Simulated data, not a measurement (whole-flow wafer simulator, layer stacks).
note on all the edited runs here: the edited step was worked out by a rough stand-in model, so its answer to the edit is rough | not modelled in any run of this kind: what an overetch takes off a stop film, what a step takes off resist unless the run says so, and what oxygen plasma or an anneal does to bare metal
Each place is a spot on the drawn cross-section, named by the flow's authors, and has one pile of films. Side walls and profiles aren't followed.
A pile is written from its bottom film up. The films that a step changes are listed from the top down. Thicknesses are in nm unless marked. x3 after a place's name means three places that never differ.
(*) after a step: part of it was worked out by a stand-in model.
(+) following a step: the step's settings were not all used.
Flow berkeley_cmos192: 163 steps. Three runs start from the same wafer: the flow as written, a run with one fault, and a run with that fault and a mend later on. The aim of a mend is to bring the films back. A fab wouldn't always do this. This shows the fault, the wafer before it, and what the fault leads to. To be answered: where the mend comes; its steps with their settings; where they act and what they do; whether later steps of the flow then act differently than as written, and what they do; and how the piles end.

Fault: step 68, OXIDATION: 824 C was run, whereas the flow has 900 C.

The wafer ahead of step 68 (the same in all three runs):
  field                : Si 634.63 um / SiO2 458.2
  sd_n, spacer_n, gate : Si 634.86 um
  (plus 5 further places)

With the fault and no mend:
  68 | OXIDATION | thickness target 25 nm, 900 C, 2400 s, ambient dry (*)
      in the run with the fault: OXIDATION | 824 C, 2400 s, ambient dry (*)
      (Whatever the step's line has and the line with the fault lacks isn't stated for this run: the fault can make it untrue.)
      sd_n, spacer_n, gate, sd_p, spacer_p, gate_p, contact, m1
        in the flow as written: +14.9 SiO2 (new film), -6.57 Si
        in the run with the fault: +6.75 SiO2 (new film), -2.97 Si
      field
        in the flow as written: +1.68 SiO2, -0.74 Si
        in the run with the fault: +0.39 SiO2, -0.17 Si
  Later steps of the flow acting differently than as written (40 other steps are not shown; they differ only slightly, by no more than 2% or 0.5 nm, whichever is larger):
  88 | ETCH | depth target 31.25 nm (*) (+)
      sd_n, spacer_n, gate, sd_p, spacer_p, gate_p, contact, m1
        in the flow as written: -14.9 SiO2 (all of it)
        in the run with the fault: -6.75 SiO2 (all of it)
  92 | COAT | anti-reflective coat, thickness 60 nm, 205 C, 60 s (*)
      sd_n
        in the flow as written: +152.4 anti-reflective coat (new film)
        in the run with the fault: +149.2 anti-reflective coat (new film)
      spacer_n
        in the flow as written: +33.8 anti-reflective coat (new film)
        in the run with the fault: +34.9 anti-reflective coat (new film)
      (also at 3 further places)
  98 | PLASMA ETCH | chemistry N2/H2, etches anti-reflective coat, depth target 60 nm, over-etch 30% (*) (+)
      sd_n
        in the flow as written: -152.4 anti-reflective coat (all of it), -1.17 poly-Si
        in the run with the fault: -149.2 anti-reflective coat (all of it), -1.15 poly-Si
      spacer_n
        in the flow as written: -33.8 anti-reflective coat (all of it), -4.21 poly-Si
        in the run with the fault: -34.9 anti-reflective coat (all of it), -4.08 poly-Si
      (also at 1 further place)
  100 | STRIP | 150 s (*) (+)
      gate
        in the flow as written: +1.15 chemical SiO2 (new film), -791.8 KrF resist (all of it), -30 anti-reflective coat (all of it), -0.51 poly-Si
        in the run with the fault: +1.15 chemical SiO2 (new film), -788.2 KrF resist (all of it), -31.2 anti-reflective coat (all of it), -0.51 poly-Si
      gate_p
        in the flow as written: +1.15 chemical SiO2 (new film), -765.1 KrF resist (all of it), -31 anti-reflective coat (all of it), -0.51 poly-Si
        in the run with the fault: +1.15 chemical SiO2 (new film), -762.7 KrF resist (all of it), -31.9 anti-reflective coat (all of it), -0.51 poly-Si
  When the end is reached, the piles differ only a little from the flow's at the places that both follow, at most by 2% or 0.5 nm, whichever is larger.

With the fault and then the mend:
  The mend stands after step 75.
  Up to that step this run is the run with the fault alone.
  75a | STRIP | 150 s (*) (+)
      sd_p
        -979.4 KrF resist (all of it)
      spacer_p
        -960.6 KrF resist (all of it)
      gate_p
        -959.7 KrF resist (all of it)
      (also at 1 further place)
  75b | CLEAN | chemistry SPM
      alters no film at any place that is followed
  75c | OXIDATION | 900 C, 1713 s, ambient dry (*) (the flow's step 68 again, with other settings)
      sd_n, spacer_n, gate, sd_p, spacer_p, gate_p, contact, m1
        +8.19 SiO2, -3.6 Si
      field
        +1.2 SiO2, -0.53 Si
  75d | HMDS (the flow's step 70 again)
      alters no film at any place that is followed
  75e | COAT | KrF resist, thickness 900 nm (*) (the flow's step 71 again)
      spacer_n, gate
        +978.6 KrF resist (new film)
      field
        +842.4 KrF resist (new film)
      sd_n
        +1013.2 KrF resist (new film)
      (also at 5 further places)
  75f | SOFTBAKE | KrF resist (the flow's step 72 again)
      alters no film at any place that is followed
  75g | EXPOSE | photomask PWELL, dose 30 mJ/cm2, NA 0.5, wavelength 248 nm (*) (the flow's step 73 again)
      alters no film at any place that is followed
  75h | PEB | KrF resist, 130 C, 60 s (the flow's step 74 again)
      sd_n, m1
        -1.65 KrF resist
      spacer_n, gate
        -1.58 KrF resist
      spacer_p, gate_p
        -1.57 KrF resist
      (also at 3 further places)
  75i | DEVELOP | KrF resist, thickness 900 nm, developer developer-D-0.26N, 45 s (the flow's step 75 again)
      sd_p, spacer_p, gate_p, m1
        -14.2 KrF resist
      spacer_n, gate
        -977 KrF resist (all of it)
      field
        -841.1 KrF resist (all of it)
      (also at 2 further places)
  None of the later steps of the flow differs from how it acts as written, at any place that is followed, by more than 2% or 0.5 nm, whichever is larger.
  When the end is reached, the piles differ only a little from the flow's at the places that both follow, at most by 2% or 0.5 nm, whichever is larger.
